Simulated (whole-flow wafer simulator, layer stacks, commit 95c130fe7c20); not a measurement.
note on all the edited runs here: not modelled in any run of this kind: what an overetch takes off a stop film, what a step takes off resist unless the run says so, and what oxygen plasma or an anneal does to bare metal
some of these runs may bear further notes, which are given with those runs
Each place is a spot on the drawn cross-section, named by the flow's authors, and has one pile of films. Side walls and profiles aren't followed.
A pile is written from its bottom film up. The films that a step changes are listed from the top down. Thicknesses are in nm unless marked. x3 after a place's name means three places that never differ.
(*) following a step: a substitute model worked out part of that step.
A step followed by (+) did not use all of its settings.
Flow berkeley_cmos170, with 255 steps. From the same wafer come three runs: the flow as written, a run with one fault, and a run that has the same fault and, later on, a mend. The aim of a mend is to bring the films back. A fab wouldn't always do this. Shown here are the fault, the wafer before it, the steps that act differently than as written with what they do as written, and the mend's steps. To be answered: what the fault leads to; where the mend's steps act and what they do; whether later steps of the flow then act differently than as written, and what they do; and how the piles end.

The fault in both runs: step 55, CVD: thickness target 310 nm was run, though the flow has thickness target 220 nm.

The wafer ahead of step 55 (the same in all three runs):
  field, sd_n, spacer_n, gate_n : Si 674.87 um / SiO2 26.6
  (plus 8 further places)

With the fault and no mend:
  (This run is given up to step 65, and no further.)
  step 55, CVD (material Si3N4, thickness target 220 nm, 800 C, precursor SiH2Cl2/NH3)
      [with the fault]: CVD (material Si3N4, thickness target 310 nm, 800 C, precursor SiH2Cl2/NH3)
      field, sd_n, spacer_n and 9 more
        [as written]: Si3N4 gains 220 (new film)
        [with the fault]: Si3N4 gains 310 (new film)
  Steps further on in the flow that do not act as written:
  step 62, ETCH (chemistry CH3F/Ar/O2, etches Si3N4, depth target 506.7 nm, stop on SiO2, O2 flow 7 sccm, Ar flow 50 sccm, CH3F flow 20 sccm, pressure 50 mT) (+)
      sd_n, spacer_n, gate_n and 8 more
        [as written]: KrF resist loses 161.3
        [with the fault]: KrF resist loses 221.3
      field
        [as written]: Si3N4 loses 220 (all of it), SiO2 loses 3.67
        [with the fault]: Si3N4 loses 310 (all of it), SiO2 loses 3.67
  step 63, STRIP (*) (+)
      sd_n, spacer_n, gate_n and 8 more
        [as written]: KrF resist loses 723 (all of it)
        [with the fault]: KrF resist loses 663 (all of it)
  Once step 65 is done, the piles at sd_n, spacer_n, gate_n and 8 more depart from the flow's by more than 2% or 0.5 nm, whichever is larger.
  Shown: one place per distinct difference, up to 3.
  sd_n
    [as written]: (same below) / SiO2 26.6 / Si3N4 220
    [with the fault]: (same below) / SiO2 26.6 / Si3N4 310

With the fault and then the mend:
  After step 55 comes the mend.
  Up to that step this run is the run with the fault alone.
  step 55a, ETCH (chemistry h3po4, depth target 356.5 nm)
      field, sd_n, spacer_n and 9 more
        Si3N4 loses 310 (all of it)
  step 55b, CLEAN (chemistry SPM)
      leaves every film unchanged at each place that is followed
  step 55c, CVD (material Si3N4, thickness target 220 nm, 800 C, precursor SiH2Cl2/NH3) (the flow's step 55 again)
      field, sd_n, spacer_n and 9 more
        Si3N4 gains 220 (new film)
  None of the later steps of the flow acts differently than as written at any place that is followed.
  The piles end the same as the flow's at every place that both follow.
